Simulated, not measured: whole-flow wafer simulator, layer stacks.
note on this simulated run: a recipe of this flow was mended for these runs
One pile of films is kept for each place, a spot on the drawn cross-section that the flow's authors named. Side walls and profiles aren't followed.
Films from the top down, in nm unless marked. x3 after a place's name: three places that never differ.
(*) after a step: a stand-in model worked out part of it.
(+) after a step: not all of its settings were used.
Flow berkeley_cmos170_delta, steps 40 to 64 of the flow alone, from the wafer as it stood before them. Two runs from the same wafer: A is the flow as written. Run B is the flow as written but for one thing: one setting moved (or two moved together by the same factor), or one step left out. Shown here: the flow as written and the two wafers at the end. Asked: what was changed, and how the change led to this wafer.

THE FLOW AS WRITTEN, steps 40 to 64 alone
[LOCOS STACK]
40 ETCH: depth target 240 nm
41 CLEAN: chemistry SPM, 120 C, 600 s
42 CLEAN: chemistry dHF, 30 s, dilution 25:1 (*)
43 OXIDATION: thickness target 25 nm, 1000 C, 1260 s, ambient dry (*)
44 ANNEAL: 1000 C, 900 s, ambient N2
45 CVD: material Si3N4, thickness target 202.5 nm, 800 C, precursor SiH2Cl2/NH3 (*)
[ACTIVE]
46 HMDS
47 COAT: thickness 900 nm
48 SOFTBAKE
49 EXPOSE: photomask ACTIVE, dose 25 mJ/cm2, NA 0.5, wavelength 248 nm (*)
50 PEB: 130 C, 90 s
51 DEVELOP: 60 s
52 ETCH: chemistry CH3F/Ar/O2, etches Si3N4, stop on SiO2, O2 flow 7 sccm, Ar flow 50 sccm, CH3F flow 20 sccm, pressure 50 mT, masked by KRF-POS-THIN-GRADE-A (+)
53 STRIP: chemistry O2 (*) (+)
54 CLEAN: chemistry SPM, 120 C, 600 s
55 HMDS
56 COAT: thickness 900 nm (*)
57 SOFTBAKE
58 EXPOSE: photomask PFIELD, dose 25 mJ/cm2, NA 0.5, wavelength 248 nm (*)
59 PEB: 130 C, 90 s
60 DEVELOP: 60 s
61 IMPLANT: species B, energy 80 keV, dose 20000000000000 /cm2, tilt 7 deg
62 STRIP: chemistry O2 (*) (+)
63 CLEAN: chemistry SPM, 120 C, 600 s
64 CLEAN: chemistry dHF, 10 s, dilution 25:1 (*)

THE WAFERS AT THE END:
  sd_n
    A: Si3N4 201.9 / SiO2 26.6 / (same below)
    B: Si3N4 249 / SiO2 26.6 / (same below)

The cause: step 45, CVD: thickness target 249.6 nm was run, where the flow has thickness target 202.5 nm.

How the change led to this, step by step:
  45 CVD: material Si3N4, thickness target 202.5 nm, 800 C, precursor SiH2Cl2/NH3 (*)
      field, sd_n, spacer_n and 6 more: A Si3N4 +202.5 (new film) | B Si3N4 +249.6 (new film)
  52 ETCH: chemistry CH3F/Ar/O2, etches Si3N4, stop on SiO2, O2 flow 7 sccm, Ar flow 50 sccm, CH3F flow 20 sccm, pressure 50 mT, masked by KRF-POS-THIN-GRADE-A (+)
      sd_n, spacer_n, gate, sd_p, spacer_p, gate_p, contact, m1: A KrF-resist -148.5 | B KrF-resist -179.9
      field: A Si3N4 -202.5 (all of it), SiO2 -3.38 | B Si3N4 -249.6 (all of it), SiO2 -3.38
  53 STRIP: chemistry O2 (*) (+)
      sd_n, spacer_n, gate, sd_p, spacer_p, gate_p, contact, m1: A KrF-resist -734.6 (all of it) | B KrF-resist -703.2 (all of it)
  56 COAT: thickness 900 nm (*)
      sd_n: A KrF-resist +794.3 (new film) | B KrF-resist +770.4 (new film)
      sd_p: A KrF-resist +812.1 (new film) | B KrF-resist +792.3 (new film)
      (and at 2 more places)
  62 STRIP: chemistry O2 (*) (+)
      sd_n: A KrF-resist -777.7 (all of it) | B KrF-resist -753.8 (all of it)
      spacer_n: A KrF-resist -807.8 (all of it) | B KrF-resist -791.5 (all of it)
      (and at 3 more places)
